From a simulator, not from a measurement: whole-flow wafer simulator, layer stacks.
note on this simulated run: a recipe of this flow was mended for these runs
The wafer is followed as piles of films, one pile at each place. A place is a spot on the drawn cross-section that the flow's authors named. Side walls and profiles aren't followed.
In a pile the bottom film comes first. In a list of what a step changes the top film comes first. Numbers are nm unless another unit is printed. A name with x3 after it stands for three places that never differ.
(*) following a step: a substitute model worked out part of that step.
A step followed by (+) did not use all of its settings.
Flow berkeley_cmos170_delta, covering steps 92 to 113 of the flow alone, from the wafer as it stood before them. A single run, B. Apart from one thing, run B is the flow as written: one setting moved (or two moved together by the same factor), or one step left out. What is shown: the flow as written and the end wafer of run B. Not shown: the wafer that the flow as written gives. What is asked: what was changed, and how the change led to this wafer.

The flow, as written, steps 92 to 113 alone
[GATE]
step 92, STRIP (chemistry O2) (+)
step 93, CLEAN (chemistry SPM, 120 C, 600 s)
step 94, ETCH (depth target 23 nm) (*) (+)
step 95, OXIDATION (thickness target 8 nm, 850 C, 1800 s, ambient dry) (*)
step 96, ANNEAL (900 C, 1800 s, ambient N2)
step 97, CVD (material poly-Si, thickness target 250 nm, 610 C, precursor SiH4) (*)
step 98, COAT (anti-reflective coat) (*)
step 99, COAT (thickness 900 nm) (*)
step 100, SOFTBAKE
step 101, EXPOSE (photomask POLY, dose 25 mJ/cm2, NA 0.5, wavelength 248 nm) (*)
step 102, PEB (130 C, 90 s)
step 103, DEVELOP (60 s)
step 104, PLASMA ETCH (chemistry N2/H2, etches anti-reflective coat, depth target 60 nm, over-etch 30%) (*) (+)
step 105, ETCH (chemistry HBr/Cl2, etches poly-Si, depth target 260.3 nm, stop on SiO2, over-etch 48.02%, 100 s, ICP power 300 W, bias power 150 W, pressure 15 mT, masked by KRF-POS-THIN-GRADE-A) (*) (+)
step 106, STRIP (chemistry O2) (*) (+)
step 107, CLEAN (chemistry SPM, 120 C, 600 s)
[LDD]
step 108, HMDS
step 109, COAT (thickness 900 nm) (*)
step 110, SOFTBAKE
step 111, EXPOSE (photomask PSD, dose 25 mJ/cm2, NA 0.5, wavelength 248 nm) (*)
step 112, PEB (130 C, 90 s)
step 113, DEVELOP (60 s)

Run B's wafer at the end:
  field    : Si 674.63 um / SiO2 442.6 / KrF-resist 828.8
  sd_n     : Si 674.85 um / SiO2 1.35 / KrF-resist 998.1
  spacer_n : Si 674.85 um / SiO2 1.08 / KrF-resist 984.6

The reason: step 97, CVD: thickness target 190 nm was run, while the flow as written has thickness target 250 nm.

How this came from the change, step by step:
  step 97, CVD (material poly-Si, thickness target 250 nm, 610 C, precursor SiH4) (*)
      field, sd_n, spacer_n and 6 more: poly-Si gains 190 (new film) (in the flow as written it would be: poly-Si gains 250 (new film))
  step 105, ETCH (chemistry HBr/Cl2, etches poly-Si, depth target 260.3 nm, stop on SiO2, over-etch 48.02%, 100 s, ICP power 300 W, bias power 150 W, pressure 15 mT, masked by KRF-POS-THIN-GRADE-A) (*) (+)
      field: poly-Si loses 185.3 (all of it), SiO2 loses 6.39 (in the flow as written it would be: poly-Si loses 245.4 (all of it), SiO2 loses 1.77)
      sd_n: poly-Si loses 188.7 (all of it), SiO2 loses 6.13 (in the flow as written it would be: poly-Si loses 248.7 (all of it), SiO2 loses 1.52)
      (also at 5 further places)
  step 109, COAT (thickness 900 nm) (*)
      gate: KrF-resist gains 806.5 (new film) (in the flow as written it would be: KrF-resist gains 758.7 (new film))
      gate_p: KrF-resist gains 801.8 (new film) (in the flow as written it would be: KrF-resist gains 754.5 (new film))
  step 113, DEVELOP (60 s)
      gate_p: KrF-resist loses 800 (all of it) (in the flow as written it would be: KrF-resist loses 752.9 (all of it))
